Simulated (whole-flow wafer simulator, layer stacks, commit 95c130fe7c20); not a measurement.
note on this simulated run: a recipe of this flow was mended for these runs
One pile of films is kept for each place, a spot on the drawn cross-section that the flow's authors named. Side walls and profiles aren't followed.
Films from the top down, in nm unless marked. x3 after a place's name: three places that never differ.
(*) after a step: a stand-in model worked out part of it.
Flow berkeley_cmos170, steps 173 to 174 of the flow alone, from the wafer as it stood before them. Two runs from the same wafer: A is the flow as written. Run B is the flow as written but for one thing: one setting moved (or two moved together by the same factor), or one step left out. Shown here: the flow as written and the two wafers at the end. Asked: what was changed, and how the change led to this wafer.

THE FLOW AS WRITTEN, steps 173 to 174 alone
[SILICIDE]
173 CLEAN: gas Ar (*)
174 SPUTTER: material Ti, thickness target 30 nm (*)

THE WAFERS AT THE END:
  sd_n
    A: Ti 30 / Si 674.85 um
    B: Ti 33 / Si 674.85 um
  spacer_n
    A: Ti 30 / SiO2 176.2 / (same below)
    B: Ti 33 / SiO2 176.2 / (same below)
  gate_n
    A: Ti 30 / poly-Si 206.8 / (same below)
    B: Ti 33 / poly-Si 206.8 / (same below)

The cause: step 174, SPUTTER: thickness target 33 nm was run, where the flow has thickness target 30 nm.
It can be read off the wafer: sd_n has Ti 33, and step 174 as written asks for 30 nm.

How the change led to this, step by step:
  174 SPUTTER: material Ti, thickness target 30 nm (*)
      field, mark, sd_n and 10 more: A Ti +30 (new film) | B Ti +33 (new film)
